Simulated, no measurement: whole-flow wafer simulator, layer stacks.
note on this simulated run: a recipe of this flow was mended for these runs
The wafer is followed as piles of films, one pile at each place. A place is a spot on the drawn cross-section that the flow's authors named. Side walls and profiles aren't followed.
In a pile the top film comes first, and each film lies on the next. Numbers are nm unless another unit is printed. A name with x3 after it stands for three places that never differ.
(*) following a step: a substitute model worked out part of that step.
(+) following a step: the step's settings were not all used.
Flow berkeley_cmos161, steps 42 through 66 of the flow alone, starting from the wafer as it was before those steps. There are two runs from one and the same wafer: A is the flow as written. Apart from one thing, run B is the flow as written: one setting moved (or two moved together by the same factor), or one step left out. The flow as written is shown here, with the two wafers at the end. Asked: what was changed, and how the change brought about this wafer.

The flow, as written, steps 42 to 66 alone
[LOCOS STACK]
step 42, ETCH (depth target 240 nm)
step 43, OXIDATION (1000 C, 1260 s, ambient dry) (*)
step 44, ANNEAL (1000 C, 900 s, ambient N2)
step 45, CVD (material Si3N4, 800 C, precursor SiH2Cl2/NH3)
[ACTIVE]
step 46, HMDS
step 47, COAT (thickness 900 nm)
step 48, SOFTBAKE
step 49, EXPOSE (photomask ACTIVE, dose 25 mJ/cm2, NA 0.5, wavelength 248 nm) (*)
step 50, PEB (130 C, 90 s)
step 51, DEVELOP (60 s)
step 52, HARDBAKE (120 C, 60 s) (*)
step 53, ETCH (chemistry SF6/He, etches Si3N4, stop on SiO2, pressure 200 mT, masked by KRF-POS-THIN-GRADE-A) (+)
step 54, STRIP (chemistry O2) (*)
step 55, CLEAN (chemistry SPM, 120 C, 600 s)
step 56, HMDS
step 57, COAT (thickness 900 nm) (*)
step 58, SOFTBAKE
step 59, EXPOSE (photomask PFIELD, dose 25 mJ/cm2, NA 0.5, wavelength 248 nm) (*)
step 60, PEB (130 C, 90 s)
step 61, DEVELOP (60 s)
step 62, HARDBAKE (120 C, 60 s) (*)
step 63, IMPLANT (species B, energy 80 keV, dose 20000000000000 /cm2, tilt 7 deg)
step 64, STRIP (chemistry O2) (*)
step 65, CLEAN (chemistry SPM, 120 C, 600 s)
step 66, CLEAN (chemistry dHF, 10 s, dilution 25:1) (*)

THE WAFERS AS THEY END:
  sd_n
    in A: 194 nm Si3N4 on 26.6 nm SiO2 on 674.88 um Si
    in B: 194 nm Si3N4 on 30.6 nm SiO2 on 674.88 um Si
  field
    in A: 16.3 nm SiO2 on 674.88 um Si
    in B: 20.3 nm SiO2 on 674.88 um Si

The reason: step 43, OXIDATION: 1016 C was run, though the flow has 1000 C.

How this came from the change, step by step:
  step 43, OXIDATION (1000 C, 1260 s, ambient dry) (*)
      field, sd_n, spacer_n and 6 more: A +26.6 SiO2 (new film), -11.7 Si | B +30.6 SiO2 (new film), -13.5 Si
